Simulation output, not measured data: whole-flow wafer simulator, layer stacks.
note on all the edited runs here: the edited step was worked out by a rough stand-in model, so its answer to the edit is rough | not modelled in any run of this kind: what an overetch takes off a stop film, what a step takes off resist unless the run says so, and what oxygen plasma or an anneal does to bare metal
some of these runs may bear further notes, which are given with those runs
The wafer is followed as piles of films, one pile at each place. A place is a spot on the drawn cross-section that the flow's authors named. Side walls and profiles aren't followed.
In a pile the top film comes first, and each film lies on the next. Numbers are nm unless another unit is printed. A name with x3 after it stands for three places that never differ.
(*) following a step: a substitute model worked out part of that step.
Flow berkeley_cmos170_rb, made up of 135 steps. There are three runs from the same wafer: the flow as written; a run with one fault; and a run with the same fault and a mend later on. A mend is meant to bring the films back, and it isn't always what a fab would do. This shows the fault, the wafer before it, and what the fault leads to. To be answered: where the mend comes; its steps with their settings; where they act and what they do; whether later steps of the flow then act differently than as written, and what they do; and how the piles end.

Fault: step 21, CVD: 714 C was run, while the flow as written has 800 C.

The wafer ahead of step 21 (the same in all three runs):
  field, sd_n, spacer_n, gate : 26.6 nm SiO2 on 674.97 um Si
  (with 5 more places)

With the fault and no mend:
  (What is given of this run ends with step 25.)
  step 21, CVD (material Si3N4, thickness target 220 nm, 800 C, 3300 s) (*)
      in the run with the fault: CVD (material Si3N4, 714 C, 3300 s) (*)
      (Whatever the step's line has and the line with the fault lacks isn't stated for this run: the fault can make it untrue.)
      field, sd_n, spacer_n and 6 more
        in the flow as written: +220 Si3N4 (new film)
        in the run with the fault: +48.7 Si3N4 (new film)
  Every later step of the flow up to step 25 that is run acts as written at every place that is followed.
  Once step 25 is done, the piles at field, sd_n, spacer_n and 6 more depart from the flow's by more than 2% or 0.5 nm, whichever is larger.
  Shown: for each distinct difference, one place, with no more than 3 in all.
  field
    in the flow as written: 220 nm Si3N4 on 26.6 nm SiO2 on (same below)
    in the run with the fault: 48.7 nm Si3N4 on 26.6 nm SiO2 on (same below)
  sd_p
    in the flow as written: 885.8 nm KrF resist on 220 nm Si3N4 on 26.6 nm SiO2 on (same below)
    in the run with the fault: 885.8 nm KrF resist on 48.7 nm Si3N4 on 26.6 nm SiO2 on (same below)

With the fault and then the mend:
  The mend follows step 21.
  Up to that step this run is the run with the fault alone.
  step 21a, ETCH (chemistry h3po4, depth target 55.57 nm) (a further turn of the flow's step 16, with different settings)
      field, sd_n, spacer_n and 6 more
        -48.7 Si3N4 (all of it)
  step 21b, CLEAN (*) (a further turn of the flow's step 18)
      leaves every film unchanged at each place that is followed
  step 21c, CVD (material Si3N4, thickness target 220 nm, 800 C, 3300 s) (*) (a further turn of the flow's step 21)
      field, sd_n, spacer_n and 6 more
        +220 Si3N4 (new film)
  Every later step of the flow that is run acts as written at every place that is followed.
  By the end, the piles equal the flow's at every place that both follow.
